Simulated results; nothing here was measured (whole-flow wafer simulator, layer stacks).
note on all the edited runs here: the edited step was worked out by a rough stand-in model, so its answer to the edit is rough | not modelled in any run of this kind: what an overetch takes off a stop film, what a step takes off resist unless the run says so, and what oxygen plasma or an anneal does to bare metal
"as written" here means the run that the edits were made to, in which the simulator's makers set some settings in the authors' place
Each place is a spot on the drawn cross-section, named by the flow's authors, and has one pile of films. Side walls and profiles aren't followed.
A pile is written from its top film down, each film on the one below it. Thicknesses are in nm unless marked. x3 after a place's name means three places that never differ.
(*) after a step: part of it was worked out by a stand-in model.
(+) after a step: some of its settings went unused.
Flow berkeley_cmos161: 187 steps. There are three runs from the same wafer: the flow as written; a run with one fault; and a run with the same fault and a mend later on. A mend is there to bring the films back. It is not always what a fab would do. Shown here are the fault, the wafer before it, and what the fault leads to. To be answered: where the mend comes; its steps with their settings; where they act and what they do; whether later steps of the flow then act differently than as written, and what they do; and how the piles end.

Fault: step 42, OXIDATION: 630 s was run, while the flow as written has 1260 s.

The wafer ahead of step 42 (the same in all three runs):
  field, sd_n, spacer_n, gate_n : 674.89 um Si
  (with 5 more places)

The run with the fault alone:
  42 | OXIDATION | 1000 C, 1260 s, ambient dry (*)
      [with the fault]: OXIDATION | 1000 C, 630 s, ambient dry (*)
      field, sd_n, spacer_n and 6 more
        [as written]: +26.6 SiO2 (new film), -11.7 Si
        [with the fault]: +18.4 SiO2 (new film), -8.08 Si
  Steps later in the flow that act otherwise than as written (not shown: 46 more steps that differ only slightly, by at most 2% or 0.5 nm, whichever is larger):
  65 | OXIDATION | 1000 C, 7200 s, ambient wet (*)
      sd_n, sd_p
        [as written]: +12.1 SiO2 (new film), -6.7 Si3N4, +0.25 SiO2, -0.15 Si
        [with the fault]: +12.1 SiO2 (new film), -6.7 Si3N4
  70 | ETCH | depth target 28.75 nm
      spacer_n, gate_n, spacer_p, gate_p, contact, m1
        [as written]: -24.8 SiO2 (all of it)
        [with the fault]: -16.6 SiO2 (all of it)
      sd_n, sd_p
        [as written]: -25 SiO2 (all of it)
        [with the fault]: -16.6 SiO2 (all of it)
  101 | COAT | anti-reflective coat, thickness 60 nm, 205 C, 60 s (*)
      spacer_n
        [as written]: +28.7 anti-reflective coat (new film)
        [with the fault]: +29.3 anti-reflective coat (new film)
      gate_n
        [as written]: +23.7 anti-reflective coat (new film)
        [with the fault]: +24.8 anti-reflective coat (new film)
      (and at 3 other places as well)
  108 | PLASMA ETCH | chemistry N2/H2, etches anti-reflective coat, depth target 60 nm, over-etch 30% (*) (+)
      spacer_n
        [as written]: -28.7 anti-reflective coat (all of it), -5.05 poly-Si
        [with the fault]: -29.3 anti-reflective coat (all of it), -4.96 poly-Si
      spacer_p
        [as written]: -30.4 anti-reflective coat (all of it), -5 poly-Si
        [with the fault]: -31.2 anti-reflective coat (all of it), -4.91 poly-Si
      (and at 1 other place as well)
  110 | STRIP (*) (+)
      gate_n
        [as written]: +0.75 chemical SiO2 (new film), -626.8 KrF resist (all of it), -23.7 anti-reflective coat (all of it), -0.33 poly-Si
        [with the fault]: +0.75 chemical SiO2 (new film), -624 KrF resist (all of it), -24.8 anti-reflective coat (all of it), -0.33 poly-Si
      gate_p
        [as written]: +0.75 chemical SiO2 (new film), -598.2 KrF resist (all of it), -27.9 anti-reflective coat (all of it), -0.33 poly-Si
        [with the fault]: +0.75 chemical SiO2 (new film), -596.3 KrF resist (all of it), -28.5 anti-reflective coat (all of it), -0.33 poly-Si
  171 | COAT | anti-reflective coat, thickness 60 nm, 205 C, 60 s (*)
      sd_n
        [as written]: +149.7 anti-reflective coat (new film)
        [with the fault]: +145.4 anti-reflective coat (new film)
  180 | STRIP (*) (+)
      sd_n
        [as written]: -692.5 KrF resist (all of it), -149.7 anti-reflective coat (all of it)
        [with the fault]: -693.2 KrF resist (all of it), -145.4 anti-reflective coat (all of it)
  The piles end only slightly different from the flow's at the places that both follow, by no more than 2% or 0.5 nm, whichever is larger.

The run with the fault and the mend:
  After step 42 comes the mend.
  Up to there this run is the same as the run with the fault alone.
  42a | OXIDATION | 1000 C, 630 s, ambient dry (*) (the flow's step 42 again, with other settings)
      field, sd_n, spacer_n and 6 more
        +8.19 SiO2, -3.6 Si
  Later steps of the flow that are run all act as written at every place that is followed.
  At every place that both follow, the piles at the end match the flow's.
